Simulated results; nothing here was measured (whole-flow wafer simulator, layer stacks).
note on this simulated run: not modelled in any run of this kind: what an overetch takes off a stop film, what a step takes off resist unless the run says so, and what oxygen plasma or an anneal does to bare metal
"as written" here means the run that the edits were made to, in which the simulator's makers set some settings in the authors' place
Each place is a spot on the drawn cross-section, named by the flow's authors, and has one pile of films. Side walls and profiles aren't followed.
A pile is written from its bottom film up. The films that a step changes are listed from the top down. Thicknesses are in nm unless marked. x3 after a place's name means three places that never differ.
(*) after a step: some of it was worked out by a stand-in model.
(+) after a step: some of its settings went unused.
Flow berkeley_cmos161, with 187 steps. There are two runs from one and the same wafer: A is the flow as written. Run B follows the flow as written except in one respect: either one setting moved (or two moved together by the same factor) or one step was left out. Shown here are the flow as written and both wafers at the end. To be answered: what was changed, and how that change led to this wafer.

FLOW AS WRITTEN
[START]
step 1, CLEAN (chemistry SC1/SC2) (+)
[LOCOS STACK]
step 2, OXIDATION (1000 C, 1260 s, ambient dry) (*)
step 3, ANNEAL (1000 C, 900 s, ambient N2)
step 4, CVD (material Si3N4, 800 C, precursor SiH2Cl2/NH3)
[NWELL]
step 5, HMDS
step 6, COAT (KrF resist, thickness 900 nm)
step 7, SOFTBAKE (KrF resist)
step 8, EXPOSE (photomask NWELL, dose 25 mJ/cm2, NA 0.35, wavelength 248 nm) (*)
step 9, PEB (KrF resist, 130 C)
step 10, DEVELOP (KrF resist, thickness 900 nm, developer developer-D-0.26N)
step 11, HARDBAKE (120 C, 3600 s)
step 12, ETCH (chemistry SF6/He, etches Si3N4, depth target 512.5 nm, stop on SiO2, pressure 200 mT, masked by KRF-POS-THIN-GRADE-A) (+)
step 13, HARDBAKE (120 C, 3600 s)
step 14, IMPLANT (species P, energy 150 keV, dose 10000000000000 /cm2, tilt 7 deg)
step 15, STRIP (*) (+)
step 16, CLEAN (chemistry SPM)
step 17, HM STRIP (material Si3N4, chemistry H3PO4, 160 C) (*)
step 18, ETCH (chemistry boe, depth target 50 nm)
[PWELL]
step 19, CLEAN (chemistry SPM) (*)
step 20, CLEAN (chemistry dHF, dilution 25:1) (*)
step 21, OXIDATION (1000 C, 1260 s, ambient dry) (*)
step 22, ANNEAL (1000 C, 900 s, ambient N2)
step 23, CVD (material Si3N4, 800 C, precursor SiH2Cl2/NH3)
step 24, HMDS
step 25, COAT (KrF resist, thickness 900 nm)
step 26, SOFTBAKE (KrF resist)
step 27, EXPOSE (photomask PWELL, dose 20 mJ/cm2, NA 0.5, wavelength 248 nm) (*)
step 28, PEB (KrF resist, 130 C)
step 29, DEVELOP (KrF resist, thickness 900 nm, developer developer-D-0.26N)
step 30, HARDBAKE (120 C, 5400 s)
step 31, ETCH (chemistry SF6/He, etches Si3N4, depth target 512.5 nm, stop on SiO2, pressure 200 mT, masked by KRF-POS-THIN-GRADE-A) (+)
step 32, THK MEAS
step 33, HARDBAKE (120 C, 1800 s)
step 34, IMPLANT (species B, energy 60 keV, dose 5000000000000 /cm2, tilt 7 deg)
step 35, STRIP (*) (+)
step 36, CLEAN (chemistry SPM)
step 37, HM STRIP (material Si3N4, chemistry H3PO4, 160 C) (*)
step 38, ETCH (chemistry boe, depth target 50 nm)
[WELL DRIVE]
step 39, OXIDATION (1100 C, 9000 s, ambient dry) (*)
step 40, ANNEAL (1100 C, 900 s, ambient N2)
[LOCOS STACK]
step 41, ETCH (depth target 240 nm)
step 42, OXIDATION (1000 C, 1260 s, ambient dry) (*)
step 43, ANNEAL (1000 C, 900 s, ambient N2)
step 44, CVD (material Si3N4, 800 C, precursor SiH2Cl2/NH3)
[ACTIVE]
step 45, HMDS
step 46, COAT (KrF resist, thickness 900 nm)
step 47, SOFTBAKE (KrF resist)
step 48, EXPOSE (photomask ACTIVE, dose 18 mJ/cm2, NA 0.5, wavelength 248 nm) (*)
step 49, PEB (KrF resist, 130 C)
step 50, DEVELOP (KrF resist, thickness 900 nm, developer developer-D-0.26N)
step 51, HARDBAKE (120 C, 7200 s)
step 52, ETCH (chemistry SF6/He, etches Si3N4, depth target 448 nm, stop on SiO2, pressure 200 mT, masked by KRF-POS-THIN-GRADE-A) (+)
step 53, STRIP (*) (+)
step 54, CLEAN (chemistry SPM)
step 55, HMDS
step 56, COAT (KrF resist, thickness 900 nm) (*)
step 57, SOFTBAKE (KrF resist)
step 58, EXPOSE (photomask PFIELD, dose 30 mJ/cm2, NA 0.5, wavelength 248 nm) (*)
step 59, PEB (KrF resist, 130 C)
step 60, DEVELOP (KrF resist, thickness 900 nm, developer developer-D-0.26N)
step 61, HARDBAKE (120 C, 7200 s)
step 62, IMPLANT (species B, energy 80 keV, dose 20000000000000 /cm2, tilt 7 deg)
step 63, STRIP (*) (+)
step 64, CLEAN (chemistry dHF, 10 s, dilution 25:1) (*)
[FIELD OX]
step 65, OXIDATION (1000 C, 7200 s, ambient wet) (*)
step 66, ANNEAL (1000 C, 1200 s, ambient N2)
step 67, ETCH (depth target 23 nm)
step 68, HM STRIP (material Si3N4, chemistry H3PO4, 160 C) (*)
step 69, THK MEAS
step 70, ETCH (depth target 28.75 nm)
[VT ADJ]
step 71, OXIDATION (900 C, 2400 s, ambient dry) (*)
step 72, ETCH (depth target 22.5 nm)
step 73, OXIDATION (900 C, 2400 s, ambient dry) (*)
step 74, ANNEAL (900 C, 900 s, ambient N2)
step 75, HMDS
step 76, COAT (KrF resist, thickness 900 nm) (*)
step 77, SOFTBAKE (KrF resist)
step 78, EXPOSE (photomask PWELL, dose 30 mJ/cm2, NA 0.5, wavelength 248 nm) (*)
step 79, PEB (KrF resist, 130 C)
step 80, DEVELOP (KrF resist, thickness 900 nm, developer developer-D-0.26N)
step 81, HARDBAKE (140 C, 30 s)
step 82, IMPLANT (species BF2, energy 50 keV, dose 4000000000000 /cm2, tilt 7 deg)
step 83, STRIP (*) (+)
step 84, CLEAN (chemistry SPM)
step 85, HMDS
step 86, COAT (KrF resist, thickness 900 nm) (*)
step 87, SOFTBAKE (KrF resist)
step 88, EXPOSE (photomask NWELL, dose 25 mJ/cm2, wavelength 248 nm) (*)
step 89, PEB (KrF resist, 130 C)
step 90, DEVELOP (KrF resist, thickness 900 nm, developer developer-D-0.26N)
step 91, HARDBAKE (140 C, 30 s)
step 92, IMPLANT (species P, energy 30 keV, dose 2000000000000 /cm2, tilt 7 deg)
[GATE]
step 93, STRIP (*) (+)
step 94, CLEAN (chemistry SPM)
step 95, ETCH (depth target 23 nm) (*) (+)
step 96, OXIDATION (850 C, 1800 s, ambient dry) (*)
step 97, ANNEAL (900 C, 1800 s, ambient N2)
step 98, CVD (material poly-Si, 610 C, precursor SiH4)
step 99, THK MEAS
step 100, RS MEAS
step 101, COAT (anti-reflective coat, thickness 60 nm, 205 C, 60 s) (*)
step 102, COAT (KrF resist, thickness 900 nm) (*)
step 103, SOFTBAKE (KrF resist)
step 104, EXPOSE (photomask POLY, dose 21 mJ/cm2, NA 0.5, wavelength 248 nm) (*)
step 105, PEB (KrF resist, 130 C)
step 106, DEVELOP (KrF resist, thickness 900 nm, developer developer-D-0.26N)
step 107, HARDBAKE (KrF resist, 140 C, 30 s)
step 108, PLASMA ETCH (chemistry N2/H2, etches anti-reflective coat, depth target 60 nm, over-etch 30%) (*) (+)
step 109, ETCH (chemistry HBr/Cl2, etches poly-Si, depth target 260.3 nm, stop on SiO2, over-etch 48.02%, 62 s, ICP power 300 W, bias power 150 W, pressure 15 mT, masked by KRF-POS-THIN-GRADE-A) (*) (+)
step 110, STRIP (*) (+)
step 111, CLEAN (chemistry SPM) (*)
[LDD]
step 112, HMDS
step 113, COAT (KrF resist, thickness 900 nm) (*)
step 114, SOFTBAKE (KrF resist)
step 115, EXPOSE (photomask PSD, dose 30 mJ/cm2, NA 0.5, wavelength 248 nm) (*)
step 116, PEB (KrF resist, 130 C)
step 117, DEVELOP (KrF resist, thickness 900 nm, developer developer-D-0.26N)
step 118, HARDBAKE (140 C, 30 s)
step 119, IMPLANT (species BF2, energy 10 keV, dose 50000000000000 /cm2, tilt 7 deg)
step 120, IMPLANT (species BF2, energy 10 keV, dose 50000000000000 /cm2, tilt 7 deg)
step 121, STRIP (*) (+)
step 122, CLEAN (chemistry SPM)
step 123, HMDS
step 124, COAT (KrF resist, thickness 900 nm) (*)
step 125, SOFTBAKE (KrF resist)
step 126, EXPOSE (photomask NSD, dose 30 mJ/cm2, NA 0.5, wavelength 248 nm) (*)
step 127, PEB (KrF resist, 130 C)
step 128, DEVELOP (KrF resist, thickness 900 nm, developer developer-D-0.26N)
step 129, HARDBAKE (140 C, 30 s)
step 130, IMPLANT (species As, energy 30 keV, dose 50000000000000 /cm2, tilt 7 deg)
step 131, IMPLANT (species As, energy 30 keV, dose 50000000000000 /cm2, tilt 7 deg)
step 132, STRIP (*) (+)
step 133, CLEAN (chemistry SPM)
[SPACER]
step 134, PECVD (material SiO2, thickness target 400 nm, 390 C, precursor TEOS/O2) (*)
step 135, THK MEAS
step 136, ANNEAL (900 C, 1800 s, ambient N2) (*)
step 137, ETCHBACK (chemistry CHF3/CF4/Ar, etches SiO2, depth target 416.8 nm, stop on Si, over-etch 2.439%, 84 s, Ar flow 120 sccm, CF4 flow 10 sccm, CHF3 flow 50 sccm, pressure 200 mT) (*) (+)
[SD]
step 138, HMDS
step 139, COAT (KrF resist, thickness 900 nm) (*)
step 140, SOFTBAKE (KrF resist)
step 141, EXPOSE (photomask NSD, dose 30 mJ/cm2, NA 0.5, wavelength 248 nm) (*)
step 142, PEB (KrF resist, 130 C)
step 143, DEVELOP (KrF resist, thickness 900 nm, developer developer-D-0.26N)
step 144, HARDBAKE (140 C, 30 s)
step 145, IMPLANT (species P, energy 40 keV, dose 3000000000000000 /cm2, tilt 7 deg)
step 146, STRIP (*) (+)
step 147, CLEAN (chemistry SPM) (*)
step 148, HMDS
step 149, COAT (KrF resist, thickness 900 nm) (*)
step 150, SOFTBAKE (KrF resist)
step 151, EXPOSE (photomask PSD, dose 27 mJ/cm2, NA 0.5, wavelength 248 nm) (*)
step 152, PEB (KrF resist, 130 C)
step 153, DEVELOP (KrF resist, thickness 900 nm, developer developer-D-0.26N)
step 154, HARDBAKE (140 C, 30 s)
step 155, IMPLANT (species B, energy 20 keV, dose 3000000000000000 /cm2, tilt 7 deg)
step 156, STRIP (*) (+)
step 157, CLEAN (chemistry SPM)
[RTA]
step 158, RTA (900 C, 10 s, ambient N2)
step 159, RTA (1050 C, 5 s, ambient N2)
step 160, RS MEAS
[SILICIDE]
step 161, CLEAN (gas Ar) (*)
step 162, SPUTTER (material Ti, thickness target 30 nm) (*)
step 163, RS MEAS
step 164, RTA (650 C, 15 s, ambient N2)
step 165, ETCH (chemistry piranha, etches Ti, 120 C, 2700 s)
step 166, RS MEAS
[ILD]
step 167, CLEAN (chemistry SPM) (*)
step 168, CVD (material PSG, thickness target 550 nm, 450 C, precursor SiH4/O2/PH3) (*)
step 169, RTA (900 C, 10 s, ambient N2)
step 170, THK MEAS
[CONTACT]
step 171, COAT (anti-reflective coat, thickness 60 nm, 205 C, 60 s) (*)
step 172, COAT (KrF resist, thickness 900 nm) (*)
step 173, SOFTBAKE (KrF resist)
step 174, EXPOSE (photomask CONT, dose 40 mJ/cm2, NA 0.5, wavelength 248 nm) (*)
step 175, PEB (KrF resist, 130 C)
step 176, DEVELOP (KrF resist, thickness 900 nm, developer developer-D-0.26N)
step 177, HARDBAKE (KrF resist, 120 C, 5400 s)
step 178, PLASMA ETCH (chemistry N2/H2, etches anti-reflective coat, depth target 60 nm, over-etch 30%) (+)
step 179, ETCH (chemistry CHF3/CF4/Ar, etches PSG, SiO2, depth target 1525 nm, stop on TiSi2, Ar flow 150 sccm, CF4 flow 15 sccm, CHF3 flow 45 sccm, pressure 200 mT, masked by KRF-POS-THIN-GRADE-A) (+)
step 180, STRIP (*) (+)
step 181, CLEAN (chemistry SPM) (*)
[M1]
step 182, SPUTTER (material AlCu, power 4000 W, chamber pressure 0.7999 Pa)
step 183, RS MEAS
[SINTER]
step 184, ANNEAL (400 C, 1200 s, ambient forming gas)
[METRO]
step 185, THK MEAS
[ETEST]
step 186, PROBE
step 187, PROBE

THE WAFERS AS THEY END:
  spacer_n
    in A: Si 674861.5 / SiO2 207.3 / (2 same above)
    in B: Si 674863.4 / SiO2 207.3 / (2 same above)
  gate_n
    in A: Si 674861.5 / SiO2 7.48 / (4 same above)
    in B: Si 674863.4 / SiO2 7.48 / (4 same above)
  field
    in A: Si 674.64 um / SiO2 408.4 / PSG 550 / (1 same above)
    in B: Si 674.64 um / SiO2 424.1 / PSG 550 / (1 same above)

Cause: step 70, ETCH: depth target 12.94 nm was run, while the flow as written has depth target 28.75 nm.

How this came from the change, step by step:
  step 70, ETCH (depth target 28.75 nm)
      spacer_n, gate_n, spacer_p, gate_p, contact, m1: A SiO2 loses 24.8 (all of it) | B SiO2 loses 12.9
      sd_n, sd_p: A SiO2 loses 25 (all of it) | B SiO2 loses 12.9
      (as well as at 1 more place)
  step 71, OXIDATION (900 C, 2400 s, ambient dry) (*)
      spacer_n, gate_n, spacer_p, gate_p, contact, m1: A SiO2 gains 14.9 (new film), Si loses 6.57 | B SiO2 gains 11.6, Si loses 5.1
      sd_n, sd_p: A SiO2 gains 14.9 (new film), Si loses 6.57 | B SiO2 gains 11.5, Si loses 5.07
  step 72, ETCH (depth target 22.5 nm)
      sd_n, spacer_n, gate_n, sd_p, spacer_p, gate_p, contact, m1: A SiO2 loses 14.9 (all of it) | B SiO2 loses 22.5
  step 73, OXIDATION (900 C, 2400 s, ambient dry) (*)
      spacer_n, gate_n, spacer_p, gate_p, contact, m1: A SiO2 gains 14.9 (new film), Si loses 6.57 | B SiO2 gains 14, Si loses 6.16
      sd_n, sd_p: A SiO2 gains 14.9 (new film), Si loses 6.57 | B SiO2 gains 13.8, Si loses 6.07
  step 101, COAT (anti-reflective coat, thickness 60 nm, 205 C, 60 s) (*)
      sd_n: A anti-reflective coat gains 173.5 (new film) | B anti-reflective coat gains 184.1 (new film)
      spacer_n: A anti-reflective coat gains 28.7 (new film) | B anti-reflective coat gains 26.3 (new film)
      (as well as at 4 more places)
  step 108, PLASMA ETCH (chemistry N2/H2, etches anti-reflective coat, depth target 60 nm, over-etch 30%) (*) (+)
      sd_n: A anti-reflective coat loses 173.5 (all of it), poly-Si loses 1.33 | B anti-reflective coat loses 184.1 (all of it), poly-Si loses 1.42
      spacer_n: A anti-reflective coat loses 28.7 (all of it), poly-Si loses 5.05 | B anti-reflective coat loses 26.3 (all of it), poly-Si loses 5.46
      (as well as at 2 more places)
  step 110, STRIP (*) (+)
      gate_n: A chemical SiO2 gains 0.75 (new film), KrF resist loses 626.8 (all of it), anti-reflective coat loses 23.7 (all of it), poly-Si loses 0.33 | B chemical SiO2 gains 0.75 (new film), KrF resist loses 635.7 (all of it), anti-reflective coat loses 21.3 (all of it), poly-Si loses 0.33
      gate_p: A chemical SiO2 gains 0.75 (new film), KrF resist loses 598.2 (all of it), anti-reflective coat loses 27.9 (all of it), poly-Si loses 0.33 | B chemical SiO2 gains 0.75 (new film), KrF resist loses 603.5 (all of it), anti-reflective coat loses 26.7 (all of it), poly-Si loses 0.33
  step 171, COAT (anti-reflective coat, thickness 60 nm, 205 C, 60 s) (*)
      sd_n: A anti-reflective coat gains 149.7 (new film) | B anti-reflective coat gains 161.1 (new film)
      m1: A anti-reflective coat gains 97.8 (new film) | B anti-reflective coat gains 101.3 (new film)
  step 180, STRIP (*) (+)
      sd_n: A KrF resist loses 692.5 (all of it), anti-reflective coat loses 149.7 (all of it) | B KrF resist loses 690 (all of it), anti-reflective coat loses 161.1 (all of it)
      m1: A KrF resist loses 739.9 (all of it), anti-reflective coat loses 97.8 (all of it) | B KrF resist loses 744.8 (all of it), anti-reflective coat loses 101.3 (all of it)
